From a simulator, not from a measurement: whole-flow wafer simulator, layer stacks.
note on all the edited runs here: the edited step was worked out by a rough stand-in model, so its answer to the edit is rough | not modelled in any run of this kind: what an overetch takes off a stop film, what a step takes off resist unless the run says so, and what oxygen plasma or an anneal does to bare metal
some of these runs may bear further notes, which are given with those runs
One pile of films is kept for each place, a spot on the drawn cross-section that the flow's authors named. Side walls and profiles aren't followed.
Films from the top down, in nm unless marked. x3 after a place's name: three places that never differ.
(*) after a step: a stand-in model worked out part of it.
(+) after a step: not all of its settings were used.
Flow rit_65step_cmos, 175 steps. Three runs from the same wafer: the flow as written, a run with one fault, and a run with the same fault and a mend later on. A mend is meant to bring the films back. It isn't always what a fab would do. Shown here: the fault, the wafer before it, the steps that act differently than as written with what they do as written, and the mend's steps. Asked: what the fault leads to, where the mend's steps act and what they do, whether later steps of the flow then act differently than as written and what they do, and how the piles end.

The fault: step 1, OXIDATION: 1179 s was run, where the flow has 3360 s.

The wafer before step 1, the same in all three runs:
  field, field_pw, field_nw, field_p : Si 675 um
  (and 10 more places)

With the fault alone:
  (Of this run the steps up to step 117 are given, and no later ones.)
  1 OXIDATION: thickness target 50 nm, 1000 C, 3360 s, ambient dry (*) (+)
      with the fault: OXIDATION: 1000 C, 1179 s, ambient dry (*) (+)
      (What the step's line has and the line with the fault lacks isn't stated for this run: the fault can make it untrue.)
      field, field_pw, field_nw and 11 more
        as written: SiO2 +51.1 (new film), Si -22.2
        with the fault: SiO2 +30.8 (new film), Si -13.3
  Later steps of the flow that act differently than as written (36 more steps differ only slightly, by at most 2% or 0.5 nm, whichever is larger, and aren't shown):
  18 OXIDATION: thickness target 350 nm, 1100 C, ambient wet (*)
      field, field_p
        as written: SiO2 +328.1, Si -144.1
        with the fault: SiO2 +343.9, Si -151
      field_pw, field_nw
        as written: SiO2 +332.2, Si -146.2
        with the fault: SiO2 +347.7, Si -153
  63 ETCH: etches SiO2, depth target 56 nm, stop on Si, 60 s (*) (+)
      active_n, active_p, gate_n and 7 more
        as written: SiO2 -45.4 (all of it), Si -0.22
        with the fault: SiO2 -25.1 (all of it), Si -0.63
  After step 117 the piles differ from the flow's only slightly at the places that both follow, by at most 2% or 0.5 nm, whichever is larger.

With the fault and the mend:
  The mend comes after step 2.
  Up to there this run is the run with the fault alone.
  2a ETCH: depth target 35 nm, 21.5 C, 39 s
      field, field_pw, field_nw and 11 more
        SiO2 -30.8 (all of it)
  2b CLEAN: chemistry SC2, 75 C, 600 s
      field, field_pw, field_nw and 11 more
        chemical SiO2 +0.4 (new film), Si -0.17
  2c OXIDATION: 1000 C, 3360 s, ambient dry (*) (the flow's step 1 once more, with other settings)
      field, field_pw, field_nw and 11 more
        SiO2 +51 (new film), chemical SiO2 -0.4 (all of it), Si -22.3
  Later steps of the flow that act differently than as written (17 more steps differ only slightly, by at most 2% or 0.5 nm, whichever is larger, and aren't shown):
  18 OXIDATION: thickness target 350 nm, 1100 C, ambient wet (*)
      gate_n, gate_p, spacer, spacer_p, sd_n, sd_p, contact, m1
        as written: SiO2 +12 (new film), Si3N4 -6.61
        with the mend: SiO2 +12 (new film), Si3N4 -6.61, SiO2 +0.03
  At the end the piles differ from the flow's only slightly at the places that both follow, by at most 2% or 0.5 nm, whichever is larger.
